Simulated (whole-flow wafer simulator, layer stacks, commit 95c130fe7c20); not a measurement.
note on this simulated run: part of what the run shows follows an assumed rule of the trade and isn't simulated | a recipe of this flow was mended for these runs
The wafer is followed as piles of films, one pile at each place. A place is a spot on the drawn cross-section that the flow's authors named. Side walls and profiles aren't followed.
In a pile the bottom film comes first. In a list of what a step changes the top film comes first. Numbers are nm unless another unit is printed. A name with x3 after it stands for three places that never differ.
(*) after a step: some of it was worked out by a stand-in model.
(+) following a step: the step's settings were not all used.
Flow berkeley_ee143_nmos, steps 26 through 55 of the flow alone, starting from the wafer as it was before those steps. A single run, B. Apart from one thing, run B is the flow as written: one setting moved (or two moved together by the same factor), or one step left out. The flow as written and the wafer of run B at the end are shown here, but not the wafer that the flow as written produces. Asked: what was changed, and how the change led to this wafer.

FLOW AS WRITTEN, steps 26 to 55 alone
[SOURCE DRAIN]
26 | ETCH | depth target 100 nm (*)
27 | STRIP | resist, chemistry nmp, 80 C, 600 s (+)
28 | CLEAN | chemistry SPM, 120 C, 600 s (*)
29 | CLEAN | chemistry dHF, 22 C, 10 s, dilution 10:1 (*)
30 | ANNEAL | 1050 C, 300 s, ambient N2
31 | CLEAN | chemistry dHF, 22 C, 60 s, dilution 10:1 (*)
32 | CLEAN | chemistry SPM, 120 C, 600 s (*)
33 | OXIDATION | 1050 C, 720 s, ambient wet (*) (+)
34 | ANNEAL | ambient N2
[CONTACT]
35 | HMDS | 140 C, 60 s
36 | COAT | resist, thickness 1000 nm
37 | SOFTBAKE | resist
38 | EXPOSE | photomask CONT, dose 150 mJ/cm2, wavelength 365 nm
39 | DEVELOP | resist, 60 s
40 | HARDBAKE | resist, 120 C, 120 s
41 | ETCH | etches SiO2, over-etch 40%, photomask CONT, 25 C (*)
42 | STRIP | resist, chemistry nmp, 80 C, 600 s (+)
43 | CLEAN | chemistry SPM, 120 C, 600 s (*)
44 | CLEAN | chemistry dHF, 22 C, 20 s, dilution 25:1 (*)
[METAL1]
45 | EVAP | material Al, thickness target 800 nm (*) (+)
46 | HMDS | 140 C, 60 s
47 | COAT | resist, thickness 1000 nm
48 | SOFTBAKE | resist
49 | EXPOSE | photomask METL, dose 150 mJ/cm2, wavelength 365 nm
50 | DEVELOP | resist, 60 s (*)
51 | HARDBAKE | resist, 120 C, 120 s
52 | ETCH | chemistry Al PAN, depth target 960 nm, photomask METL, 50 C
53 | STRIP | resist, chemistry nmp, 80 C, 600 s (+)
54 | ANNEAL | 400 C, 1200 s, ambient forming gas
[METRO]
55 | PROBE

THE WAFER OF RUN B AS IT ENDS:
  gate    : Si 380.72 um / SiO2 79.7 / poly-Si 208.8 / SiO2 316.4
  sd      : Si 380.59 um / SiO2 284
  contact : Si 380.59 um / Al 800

The reason: step 33, OXIDATION: 1320 s was run, whereas the flow has 720 s.

How this came from the change, step by step:
  33 | OXIDATION | 1050 C, 720 s, ambient wet (*) (+)
      sd, contact: +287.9 SiO2 (new film), -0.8 chemical SiO2 (all of it), -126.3 Si (in the flow as written it would be: +189.4 SiO2 (new film), -0.8 chemical SiO2 (all of it), -83 Si)
      gate: +320.2 SiO2 (new film), -0.8 chemical SiO2 (all of it), -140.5 poly-Si (in the flow as written it would be: +217.6 SiO2 (new film), -0.8 chemical SiO2 (all of it), -95.4 poly-Si)
      (as well as at 1 more place)
  40 | HARDBAKE | resist, 120 C, 120 s
      field: -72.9 resist (in the flow as written it would be: -71.4 resist)
  41 | ETCH | etches SiO2, over-etch 40%, photomask CONT, 25 C (*)
      contact: -287.9 SiO2 (all of it) (in the flow as written it would be: -189.4 SiO2 (all of it))
  47 | COAT | resist, thickness 1000 nm
      contact: +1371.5 resist (new film) (in the flow as written it would be: +1301 resist (new film))
  51 | HARDBAKE | resist, 120 C, 120 s
      contact: -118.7 resist (in the flow as written it would be: -112.2 resist)
  53 | STRIP | resist, chemistry nmp, 80 C, 600 s (+)
      contact: -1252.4 resist (all of it) (in the flow as written it would be: -1188.4 resist (all of it))
